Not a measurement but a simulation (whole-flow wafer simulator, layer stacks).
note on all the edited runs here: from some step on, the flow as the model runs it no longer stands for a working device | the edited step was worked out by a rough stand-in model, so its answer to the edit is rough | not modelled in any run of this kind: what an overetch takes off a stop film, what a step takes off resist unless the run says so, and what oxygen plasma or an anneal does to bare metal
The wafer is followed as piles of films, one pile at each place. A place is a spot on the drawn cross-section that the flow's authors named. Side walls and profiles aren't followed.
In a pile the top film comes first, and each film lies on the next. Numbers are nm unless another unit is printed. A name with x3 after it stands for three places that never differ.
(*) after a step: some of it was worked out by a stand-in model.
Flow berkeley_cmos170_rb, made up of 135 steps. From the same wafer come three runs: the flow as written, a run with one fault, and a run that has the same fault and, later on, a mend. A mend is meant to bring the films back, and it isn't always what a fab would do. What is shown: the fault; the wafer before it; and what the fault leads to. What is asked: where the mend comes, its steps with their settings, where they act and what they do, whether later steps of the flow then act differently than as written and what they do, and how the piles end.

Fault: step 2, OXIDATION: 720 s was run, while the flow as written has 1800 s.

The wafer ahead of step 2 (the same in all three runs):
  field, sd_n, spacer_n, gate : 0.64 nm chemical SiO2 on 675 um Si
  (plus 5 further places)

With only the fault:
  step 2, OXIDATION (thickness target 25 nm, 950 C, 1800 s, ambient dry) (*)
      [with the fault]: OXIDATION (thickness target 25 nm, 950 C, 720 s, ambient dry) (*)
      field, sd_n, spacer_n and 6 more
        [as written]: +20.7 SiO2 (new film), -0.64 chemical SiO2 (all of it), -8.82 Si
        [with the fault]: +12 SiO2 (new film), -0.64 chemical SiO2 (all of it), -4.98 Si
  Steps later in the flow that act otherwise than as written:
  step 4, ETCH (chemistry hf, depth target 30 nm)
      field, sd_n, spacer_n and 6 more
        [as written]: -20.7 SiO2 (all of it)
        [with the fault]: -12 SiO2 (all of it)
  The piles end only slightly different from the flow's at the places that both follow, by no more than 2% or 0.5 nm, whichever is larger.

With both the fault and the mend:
  The mend follows step 2.
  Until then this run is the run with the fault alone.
  step 2a, OXIDATION (thickness target 25 nm, 950 C, 1080 s, ambient dry) (*) (the flow's step 2 again, with other settings)
      field, sd_n, spacer_n and 6 more
        +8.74 SiO2, -3.84 Si
  Later steps of the flow that are run all act as written at every place that is followed.
  At every place that both follow, the piles at the end match the flow's.
